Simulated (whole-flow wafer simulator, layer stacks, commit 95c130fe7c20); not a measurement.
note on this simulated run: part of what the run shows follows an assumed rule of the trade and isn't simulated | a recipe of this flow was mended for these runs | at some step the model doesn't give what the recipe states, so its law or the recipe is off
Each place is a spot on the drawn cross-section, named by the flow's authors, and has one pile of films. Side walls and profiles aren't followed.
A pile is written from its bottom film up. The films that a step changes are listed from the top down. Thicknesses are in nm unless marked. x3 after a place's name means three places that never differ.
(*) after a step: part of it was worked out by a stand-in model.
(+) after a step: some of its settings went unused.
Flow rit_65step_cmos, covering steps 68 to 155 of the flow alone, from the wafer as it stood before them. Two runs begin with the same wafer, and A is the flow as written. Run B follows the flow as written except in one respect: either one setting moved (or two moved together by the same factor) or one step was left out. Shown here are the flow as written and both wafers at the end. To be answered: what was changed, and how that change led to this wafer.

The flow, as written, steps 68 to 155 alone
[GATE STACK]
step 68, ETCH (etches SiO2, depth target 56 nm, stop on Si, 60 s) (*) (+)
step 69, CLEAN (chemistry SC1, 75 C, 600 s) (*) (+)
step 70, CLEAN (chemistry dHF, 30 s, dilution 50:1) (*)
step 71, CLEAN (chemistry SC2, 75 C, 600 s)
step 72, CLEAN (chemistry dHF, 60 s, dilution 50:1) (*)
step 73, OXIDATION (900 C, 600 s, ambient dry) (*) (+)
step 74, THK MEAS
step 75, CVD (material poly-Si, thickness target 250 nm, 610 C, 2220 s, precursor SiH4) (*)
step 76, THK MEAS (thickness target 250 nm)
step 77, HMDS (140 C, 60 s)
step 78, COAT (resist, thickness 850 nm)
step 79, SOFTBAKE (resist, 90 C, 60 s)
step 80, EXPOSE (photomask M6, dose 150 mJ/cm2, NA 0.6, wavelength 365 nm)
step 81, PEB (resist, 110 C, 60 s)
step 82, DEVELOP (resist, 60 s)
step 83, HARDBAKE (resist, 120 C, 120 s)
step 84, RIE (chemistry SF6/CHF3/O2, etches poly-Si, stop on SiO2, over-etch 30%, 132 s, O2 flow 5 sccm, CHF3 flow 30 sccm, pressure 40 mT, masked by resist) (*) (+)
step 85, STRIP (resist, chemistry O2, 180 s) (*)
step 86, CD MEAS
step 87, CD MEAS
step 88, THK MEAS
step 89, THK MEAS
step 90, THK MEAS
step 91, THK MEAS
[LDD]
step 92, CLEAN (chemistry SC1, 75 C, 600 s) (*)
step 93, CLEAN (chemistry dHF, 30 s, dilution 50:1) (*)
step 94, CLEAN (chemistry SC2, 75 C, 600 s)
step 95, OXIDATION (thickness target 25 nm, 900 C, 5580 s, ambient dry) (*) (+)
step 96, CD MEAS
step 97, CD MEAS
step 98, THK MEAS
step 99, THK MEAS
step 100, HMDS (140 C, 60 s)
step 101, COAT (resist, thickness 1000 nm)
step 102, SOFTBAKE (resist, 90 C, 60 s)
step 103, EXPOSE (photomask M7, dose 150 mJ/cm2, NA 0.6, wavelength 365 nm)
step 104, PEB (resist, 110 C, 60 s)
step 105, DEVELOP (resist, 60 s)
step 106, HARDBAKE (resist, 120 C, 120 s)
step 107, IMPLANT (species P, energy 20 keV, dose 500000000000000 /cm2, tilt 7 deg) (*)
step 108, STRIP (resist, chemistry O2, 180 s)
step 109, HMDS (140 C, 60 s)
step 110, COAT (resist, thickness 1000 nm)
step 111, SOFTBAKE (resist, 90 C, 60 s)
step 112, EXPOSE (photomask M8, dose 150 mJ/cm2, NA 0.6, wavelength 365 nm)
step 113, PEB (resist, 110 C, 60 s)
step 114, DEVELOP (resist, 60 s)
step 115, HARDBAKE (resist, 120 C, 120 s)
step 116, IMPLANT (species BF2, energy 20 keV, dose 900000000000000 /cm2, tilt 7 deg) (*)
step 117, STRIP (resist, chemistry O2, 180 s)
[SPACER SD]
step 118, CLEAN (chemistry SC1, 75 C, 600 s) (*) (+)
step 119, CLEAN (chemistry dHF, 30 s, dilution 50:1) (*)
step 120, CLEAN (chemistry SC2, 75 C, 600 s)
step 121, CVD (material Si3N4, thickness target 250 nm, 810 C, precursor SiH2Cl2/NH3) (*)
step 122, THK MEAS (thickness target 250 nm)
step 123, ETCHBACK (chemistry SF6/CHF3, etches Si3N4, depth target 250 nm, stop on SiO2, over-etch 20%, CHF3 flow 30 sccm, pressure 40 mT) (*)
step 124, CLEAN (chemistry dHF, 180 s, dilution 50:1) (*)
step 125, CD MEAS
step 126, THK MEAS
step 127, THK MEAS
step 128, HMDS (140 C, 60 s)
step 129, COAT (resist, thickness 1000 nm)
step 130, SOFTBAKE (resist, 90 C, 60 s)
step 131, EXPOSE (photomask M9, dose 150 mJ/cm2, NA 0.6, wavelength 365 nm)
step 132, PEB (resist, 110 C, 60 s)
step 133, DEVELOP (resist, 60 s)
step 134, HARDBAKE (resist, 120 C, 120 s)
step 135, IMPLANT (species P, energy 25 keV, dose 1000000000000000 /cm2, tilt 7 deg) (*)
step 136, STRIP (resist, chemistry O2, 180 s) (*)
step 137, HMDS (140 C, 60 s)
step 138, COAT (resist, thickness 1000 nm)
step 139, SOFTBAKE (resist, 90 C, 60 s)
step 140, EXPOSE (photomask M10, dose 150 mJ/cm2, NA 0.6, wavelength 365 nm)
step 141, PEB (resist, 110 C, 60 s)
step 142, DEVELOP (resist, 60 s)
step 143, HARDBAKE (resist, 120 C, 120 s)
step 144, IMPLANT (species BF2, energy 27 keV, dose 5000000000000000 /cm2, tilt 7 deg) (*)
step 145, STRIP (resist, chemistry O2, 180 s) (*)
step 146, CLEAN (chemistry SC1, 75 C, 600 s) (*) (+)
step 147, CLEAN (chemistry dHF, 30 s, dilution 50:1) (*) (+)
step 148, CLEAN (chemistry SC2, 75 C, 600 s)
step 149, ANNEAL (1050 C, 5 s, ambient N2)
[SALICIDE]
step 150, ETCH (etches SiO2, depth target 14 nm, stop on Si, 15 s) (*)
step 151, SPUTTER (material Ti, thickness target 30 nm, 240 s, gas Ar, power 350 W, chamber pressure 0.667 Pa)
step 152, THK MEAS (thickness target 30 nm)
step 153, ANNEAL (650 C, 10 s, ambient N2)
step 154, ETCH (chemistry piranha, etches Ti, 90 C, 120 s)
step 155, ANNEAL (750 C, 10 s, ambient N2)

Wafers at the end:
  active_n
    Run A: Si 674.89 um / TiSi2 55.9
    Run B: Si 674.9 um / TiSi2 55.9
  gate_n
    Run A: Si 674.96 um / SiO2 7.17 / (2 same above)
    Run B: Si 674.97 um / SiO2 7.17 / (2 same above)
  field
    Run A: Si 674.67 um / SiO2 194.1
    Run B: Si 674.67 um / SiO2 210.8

What caused this: step 68, ETCH: depth target 39 nm was run, while the flow as written has depth target 56 nm; step 68, ETCH: 42 s was run, where the flow has 60 s.

The path from the change to this, step by step:
  step 68, ETCH (etches SiO2, depth target 56 nm, stop on Si, 60 s) (*) (+)
      active_n, active_p, gate_n and 7 more: A -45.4 SiO2 (all of it), -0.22 Si | B -39.2 SiO2
      field, field_pw, field_nw, field_p: A -56 SiO2 | B -39.2 SiO2
  step 69, CLEAN (chemistry SC1, 75 C, 600 s) (*) (+)
      gate_n, gate_p, spacer, spacer_p, sd_n, sd_p, contact, m1: A +0.6 chemical SiO2 (new film), -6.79 Si | B -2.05 SiO2
      active_n, active_p: A +0.6 chemical SiO2 (new film), -6.8 Si | B -2.05 SiO2
  step 70, CLEAN (chemistry dHF, 30 s, dilution 50:1) (*)
      active_n, gate_n, spacer, sd_n, contact, m1: A -0.6 chemical SiO2 (all of it) | B -3.27 SiO2
      gate_p, spacer_p, sd_p: A -0.6 chemical SiO2 (all of it) | B -4.18 SiO2 (all of it)
      (and at 1 other place as well)
  step 72, CLEAN (chemistry dHF, 60 s, dilution 50:1) (*)
      gate_n, spacer, sd_n, contact, m1: A -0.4 chemical SiO2 (all of it) | B -0.92 SiO2 (all of it)
      active_n: A -0.4 chemical SiO2 (all of it) | B -0.89 SiO2 (all of it)
